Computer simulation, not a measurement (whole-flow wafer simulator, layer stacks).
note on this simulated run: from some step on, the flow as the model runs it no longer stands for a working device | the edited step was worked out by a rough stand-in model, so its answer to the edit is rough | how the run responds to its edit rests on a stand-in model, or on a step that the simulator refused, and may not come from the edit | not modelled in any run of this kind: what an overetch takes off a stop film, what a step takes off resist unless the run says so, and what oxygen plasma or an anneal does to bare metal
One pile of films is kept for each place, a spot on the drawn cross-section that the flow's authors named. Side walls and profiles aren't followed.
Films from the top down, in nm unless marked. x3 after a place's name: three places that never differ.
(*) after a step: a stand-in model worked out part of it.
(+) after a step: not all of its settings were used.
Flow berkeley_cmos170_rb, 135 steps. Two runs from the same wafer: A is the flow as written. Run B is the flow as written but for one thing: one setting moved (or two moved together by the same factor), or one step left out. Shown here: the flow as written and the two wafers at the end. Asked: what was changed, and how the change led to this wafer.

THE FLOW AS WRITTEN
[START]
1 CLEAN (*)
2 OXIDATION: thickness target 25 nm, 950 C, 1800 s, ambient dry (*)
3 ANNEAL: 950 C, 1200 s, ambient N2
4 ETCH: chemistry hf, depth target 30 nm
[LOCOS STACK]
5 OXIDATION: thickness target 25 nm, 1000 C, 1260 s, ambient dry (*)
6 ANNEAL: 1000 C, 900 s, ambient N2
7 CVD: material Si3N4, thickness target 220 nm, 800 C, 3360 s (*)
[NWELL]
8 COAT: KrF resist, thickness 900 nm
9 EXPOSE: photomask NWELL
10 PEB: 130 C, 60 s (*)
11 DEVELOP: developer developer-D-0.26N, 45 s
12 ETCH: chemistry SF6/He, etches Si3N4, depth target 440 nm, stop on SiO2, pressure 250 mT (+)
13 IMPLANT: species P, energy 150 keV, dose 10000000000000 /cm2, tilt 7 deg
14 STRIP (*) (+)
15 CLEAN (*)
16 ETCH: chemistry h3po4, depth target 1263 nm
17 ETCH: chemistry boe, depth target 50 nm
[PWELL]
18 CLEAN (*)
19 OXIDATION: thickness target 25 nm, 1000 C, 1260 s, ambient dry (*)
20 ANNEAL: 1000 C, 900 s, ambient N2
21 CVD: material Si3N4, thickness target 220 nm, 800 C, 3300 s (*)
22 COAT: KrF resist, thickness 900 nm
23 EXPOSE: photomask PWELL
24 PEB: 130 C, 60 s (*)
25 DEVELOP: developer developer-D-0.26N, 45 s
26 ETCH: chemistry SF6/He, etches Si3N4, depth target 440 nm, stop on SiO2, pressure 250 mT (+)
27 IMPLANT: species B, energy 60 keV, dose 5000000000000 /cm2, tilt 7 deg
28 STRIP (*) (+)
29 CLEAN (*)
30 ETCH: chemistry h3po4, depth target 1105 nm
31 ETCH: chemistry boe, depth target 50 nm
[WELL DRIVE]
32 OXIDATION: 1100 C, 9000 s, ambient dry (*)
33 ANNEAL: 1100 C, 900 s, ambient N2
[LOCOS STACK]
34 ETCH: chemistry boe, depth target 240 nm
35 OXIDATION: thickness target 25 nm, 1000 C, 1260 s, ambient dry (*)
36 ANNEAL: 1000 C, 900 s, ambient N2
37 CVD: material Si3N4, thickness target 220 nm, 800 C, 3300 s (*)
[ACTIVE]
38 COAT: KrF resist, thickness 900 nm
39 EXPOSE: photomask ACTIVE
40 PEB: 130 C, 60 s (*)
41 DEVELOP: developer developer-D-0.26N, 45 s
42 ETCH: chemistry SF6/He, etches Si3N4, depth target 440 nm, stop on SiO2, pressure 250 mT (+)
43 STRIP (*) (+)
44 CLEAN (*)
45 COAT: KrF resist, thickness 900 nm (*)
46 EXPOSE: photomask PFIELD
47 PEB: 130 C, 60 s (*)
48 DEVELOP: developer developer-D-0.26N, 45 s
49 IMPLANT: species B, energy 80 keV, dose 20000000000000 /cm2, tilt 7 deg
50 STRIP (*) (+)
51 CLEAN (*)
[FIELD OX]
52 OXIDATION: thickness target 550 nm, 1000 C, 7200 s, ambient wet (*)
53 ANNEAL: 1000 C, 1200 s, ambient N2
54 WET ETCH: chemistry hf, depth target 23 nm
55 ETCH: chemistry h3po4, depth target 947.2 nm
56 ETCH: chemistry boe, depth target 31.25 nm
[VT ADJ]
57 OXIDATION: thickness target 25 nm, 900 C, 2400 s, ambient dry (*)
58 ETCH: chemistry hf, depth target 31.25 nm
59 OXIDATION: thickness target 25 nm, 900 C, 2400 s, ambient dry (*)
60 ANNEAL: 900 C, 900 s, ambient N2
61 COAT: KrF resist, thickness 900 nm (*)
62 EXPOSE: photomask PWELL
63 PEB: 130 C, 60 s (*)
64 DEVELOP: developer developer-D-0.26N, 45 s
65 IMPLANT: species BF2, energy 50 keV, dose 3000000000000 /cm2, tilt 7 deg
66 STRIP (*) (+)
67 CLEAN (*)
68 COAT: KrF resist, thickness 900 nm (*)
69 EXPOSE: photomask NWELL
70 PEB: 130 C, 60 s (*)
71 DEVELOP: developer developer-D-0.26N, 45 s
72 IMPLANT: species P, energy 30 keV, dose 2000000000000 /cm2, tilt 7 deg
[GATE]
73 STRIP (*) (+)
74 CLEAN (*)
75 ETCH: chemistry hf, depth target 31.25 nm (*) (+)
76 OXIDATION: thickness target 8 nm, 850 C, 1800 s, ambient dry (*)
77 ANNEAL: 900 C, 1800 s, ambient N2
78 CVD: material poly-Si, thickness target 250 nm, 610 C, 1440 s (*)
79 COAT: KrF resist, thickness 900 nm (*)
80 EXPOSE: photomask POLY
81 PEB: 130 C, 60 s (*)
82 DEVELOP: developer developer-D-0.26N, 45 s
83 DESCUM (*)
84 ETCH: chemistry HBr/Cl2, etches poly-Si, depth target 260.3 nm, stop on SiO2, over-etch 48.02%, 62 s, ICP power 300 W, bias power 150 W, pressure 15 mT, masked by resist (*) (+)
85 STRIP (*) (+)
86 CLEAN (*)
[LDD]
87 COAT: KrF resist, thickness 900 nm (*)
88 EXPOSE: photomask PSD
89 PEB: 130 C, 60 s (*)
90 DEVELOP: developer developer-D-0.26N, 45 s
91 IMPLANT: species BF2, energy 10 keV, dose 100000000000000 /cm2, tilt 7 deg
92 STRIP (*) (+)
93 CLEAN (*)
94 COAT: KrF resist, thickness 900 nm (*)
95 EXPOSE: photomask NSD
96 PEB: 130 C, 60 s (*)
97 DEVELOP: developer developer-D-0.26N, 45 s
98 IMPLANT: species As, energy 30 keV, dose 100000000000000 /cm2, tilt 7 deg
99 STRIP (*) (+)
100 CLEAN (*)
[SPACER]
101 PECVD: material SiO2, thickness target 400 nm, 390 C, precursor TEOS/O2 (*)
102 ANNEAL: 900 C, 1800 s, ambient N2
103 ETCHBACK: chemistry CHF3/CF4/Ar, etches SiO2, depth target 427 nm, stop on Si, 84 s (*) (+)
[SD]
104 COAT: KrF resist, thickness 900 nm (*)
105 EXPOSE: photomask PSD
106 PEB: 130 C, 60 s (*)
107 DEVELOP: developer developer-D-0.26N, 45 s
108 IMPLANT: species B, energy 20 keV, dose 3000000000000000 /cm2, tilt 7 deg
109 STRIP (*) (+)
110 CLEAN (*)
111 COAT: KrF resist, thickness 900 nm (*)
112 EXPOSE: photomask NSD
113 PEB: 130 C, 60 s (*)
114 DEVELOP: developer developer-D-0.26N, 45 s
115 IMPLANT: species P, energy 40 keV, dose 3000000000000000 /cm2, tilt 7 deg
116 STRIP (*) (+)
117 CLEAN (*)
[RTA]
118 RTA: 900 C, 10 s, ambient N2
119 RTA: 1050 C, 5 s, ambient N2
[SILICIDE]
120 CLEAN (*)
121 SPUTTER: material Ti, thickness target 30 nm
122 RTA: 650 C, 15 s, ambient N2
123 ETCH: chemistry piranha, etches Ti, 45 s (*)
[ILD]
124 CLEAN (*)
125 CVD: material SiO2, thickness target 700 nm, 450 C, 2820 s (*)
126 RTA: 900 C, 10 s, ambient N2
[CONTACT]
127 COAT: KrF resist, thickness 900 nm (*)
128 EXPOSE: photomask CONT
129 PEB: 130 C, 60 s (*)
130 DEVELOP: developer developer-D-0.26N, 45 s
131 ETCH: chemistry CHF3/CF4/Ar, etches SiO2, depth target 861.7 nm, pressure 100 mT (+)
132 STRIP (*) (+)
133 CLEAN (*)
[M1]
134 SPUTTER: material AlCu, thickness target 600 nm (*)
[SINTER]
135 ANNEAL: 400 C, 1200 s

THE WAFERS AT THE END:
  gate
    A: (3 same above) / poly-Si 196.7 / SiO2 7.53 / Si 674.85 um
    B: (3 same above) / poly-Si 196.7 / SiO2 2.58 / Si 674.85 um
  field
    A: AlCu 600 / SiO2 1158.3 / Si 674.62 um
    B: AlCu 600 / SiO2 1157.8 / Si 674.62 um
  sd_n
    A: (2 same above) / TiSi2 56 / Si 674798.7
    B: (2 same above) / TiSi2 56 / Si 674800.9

The cause: step 76, OXIDATION: 722 C was run, where the flow has 850 C.

How the change led to this, step by step:
  76 OXIDATION: thickness target 8 nm, 850 C, 1800 s, ambient dry (*)
      sd_n, spacer_n, gate, sd_p, spacer_p, gate_p, contact, m1: A SiO2 +7.53 (new film), Si -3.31 | B SiO2 +2.58 (new film), Si -1.14
